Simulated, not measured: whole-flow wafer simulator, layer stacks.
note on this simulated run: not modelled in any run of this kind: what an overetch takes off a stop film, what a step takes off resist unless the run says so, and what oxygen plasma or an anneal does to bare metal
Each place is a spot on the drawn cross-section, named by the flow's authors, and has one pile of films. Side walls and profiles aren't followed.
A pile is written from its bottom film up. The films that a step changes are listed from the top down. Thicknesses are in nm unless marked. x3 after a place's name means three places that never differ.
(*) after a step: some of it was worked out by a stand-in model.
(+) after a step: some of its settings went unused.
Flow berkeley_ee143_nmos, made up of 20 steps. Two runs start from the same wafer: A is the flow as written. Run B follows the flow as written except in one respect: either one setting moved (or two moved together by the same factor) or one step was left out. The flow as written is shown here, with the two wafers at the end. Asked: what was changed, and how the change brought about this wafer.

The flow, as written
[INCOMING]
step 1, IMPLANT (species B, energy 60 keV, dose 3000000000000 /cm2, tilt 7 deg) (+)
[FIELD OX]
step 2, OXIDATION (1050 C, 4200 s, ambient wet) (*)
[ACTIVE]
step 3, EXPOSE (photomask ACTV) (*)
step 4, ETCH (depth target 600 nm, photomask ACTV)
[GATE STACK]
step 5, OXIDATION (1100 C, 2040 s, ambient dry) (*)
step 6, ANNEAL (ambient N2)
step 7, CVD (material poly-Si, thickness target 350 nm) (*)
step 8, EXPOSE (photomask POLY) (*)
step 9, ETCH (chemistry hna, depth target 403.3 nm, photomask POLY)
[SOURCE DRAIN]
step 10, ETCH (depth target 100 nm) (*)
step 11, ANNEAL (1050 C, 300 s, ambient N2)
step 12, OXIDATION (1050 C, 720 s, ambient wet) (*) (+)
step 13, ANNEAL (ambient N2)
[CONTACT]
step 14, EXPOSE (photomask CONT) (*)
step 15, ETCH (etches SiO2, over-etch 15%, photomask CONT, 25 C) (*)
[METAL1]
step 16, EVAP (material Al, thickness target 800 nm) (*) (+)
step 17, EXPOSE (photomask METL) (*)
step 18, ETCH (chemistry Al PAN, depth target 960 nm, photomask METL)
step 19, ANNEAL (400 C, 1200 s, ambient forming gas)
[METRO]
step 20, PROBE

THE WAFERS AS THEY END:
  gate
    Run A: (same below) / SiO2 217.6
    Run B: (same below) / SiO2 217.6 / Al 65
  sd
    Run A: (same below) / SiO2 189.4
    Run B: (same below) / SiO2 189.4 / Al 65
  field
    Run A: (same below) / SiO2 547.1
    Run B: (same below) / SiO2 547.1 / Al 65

The reason: step 18, ETCH: depth target 735 nm was run, while the flow as written has depth target 960 nm.

The path from the change to this, step by step:
  step 18, ETCH (chemistry Al PAN, depth target 960 nm, photomask METL)
      gate, sd, field: A -800 Al (all of it) | B -735 Al
Taking metal films that touch as one body, gate has 1 body; the flow as written gives 0 bodies.
Taking metal films that touch as one body, sd has 1 body; the flow as written gives 0 bodies.
Taking metal films that touch as one body, field has 1 body; the flow as written gives 0 bodies.
